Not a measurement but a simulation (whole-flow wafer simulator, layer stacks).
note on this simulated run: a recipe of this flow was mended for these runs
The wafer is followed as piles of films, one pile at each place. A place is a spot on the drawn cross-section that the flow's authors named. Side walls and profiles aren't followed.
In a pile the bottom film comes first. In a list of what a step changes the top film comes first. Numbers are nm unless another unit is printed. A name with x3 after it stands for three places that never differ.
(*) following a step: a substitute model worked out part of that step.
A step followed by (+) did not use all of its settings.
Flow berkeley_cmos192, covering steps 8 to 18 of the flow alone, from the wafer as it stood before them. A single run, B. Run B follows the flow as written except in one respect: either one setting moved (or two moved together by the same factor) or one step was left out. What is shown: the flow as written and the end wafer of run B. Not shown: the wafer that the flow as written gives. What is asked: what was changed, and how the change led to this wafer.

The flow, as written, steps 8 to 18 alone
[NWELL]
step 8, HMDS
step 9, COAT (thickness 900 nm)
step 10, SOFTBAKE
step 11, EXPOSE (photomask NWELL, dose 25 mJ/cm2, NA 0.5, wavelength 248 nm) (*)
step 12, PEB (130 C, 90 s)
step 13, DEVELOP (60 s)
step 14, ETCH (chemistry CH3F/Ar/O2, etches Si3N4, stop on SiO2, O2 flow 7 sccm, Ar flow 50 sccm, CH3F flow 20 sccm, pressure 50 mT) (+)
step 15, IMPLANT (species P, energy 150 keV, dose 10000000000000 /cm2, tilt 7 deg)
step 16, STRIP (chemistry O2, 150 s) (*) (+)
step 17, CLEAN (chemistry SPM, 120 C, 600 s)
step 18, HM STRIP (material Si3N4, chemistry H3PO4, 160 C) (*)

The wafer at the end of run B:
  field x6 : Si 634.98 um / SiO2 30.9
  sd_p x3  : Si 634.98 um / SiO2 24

The reason: step 18, HM STRIP: 139 C was run, while the flow as written has 160 C.

How this came from the change, step by step:
  step 18, HM STRIP (material Si3N4, chemistry H3PO4, 160 C) (*)
      field x6: Si3N4 loses 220 (all of it), SiO2 loses 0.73 (it would be, as written: Si3N4 loses 220 (all of it), SiO2 loses 12.9)
      sd_p x3: SiO2 loses 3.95 (it would be, as written: SiO2 loses 20.3)
